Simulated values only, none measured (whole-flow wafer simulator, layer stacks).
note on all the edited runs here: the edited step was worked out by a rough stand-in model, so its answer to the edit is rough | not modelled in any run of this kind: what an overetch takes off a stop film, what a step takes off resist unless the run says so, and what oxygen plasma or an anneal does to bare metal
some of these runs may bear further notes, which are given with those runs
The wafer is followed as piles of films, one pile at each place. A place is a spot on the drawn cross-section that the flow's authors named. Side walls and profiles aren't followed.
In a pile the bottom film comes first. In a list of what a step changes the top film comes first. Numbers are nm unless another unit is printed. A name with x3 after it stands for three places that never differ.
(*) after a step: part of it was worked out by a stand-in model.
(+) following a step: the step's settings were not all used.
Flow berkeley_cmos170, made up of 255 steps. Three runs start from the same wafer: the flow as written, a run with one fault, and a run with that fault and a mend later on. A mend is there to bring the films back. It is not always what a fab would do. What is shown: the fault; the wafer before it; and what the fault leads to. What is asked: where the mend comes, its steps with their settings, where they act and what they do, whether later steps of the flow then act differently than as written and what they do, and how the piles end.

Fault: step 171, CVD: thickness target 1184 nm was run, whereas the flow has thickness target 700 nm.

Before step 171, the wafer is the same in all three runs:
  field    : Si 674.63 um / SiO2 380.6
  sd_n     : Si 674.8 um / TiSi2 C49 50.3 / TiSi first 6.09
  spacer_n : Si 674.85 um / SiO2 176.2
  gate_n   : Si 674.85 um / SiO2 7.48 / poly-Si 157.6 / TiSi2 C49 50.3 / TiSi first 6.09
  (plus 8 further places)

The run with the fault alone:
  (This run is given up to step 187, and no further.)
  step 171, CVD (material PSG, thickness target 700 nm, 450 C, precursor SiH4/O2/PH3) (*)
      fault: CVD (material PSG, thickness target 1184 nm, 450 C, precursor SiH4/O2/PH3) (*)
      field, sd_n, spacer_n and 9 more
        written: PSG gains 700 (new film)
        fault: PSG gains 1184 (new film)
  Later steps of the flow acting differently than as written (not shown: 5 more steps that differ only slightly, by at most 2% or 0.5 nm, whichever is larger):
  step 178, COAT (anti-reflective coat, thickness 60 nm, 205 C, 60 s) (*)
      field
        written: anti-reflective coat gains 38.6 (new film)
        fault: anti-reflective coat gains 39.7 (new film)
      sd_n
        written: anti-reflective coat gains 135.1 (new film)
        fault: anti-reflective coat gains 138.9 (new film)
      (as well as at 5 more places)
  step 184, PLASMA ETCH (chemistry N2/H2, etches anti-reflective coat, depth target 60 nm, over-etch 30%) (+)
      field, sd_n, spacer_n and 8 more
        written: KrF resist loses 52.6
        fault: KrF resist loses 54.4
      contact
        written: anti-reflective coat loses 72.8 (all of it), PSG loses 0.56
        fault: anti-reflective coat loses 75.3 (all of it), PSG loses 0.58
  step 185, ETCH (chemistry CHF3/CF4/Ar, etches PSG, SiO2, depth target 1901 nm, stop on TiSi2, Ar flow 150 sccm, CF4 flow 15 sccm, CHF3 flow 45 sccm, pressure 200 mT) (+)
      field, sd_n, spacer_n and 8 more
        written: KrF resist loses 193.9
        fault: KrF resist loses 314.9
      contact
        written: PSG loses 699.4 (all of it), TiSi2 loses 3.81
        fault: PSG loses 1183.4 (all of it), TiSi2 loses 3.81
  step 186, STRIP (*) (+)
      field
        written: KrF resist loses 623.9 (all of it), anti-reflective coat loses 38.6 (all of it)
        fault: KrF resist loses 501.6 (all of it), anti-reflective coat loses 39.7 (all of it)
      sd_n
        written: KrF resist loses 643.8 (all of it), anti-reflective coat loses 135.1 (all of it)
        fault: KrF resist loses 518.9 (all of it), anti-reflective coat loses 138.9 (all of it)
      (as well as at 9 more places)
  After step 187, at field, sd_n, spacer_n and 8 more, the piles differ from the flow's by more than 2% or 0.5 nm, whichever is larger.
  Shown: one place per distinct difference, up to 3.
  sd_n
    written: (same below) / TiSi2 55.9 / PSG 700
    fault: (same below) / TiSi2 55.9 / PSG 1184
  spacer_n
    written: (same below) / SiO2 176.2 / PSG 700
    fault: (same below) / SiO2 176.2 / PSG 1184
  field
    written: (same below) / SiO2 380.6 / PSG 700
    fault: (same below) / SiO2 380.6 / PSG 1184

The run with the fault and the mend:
  The mend stands after step 171.
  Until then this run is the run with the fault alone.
  step 171a, ETCH (chemistry boe, depth target 484 nm)
      field, sd_n, spacer_n and 9 more
        PSG loses 484
  Later steps of the flow acting differently than as written (not shown: 8 more steps that differ only slightly, by at most 2% or 0.5 nm, whichever is larger):
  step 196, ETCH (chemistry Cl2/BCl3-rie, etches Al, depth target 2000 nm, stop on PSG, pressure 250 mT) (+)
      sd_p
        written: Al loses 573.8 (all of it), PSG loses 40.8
        mend: Al loses 580.7 (all of it), PSG loses 39.9
  When the end is reached, the piles differ only a little from the flow's at the places that both follow, at most by 2% or 0.5 nm, whichever is larger.
